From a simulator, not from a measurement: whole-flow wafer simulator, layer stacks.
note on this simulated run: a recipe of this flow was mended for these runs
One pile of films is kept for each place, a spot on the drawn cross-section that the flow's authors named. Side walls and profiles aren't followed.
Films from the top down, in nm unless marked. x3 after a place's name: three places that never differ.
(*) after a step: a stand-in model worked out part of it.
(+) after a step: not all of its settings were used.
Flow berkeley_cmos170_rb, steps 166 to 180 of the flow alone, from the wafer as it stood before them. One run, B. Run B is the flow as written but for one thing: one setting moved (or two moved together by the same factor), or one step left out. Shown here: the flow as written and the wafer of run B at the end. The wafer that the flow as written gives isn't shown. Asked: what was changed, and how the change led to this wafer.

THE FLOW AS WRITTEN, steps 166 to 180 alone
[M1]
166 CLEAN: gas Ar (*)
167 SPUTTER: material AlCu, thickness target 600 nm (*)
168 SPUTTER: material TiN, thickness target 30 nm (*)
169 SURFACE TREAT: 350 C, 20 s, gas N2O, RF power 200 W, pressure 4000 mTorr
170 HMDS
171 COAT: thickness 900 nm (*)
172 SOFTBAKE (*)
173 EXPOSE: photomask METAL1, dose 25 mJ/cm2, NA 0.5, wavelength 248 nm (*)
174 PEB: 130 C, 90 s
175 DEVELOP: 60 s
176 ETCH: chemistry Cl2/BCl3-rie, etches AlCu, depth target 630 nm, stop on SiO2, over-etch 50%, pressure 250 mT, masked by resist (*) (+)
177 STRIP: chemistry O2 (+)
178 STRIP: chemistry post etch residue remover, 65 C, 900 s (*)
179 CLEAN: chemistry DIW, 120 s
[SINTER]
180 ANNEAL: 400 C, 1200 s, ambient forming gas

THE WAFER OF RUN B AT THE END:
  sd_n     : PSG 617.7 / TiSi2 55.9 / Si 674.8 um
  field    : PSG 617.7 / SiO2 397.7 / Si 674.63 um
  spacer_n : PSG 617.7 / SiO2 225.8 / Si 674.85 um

The cause: step 167, SPUTTER: thickness target 300 nm was run, where the flow has thickness target 600 nm.

How the change led to this, step by step:
  167 SPUTTER: material AlCu, thickness target 600 nm (*)
      field, sd_n, spacer_n, gate, spacer_p, gate_p, m1: AlCu +300 (new film) (as written it would be: AlCu +600 (new film))
      sd_p: AlCu +268.9 (new film) (as written it would be: AlCu +549.6 (new film))
      (and at 1 more place)
  168 SPUTTER: material TiN, thickness target 30 nm (*)
      contact: TiN +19 (new film) (as written it would be: TiN +16.3 (new film))
  171 COAT: thickness 900 nm (*)
      contact: KrF-resist +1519 (new film) (as written it would be: KrF-resist +1612.7 (new film))
  176 ETCH: chemistry Cl2/BCl3-rie, etches AlCu, depth target 630 nm, stop on SiO2, over-etch 50%, pressure 250 mT, masked by resist (*) (+)
      field, sd_n, spacer_n, gate, spacer_p, gate_p: TiN -30 (all of it), AlCu -300 (all of it), PSG -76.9 (as written it would be: TiN -30 (all of it), AlCu -600 (all of it), PSG -39.4)
      sd_p: TiN -26.2 (all of it), AlCu -268.9 (all of it), PSG -81.2 (as written it would be: TiN -25.8 (all of it), AlCu -549.6 (all of it), PSG -46.2)
  177 STRIP: chemistry O2 (+)
      contact: KrF-resist -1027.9 (all of it) (as written it would be: KrF-resist -1121.3 (all of it))
